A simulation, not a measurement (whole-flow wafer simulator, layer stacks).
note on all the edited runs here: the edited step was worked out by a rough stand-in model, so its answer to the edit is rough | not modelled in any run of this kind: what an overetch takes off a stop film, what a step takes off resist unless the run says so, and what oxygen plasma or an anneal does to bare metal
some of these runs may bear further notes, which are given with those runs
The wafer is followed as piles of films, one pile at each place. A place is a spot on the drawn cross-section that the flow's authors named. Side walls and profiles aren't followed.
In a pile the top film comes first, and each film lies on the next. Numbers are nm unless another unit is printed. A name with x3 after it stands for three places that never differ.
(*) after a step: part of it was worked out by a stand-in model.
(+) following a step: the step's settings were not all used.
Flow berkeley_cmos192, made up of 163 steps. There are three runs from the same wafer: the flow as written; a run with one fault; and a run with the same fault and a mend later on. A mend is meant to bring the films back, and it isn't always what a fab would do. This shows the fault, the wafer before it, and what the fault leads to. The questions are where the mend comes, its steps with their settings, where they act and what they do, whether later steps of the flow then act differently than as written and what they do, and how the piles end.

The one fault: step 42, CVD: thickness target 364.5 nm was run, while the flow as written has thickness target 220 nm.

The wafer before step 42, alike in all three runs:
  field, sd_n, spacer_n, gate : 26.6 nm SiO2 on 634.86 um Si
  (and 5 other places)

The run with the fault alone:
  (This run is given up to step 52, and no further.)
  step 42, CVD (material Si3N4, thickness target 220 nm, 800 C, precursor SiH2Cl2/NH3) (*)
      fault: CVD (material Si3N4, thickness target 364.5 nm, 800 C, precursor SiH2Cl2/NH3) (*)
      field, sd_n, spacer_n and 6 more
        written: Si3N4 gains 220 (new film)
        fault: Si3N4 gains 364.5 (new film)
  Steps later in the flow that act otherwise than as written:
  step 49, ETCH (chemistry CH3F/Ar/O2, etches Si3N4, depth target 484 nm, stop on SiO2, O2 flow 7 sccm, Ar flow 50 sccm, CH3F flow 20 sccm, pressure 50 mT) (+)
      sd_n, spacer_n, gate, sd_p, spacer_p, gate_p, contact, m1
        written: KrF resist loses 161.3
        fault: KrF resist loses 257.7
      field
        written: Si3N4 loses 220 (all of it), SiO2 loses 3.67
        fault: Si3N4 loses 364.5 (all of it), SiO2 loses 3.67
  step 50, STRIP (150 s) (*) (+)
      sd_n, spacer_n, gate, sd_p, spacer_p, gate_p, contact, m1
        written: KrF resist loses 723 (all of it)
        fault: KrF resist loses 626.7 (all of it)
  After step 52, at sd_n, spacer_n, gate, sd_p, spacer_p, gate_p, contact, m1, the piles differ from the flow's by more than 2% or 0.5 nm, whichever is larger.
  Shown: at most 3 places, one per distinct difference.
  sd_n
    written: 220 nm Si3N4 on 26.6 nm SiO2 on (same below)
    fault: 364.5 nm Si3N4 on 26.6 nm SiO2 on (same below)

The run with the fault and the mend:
  The mend stands after step 42.
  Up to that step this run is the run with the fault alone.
  step 42a, ETCH (chemistry h3po4, depth target 419.2 nm)
      field, sd_n, spacer_n and 6 more
        Si3N4 loses 364.5 (all of it)
  step 42b, CLEAN (chemistry SPM) (the flow's step 34 again)
      alters no film at any place that is followed
  step 42c, CVD (material Si3N4, thickness target 220 nm, 800 C, precursor SiH2Cl2/NH3) (*) (the flow's step 42 again)
      field, sd_n, spacer_n and 6 more
        Si3N4 gains 220 (new film)
  Every later step of the flow that is run acts as written at every place that is followed.
  By the end, the piles equal the flow's at every place that both follow.
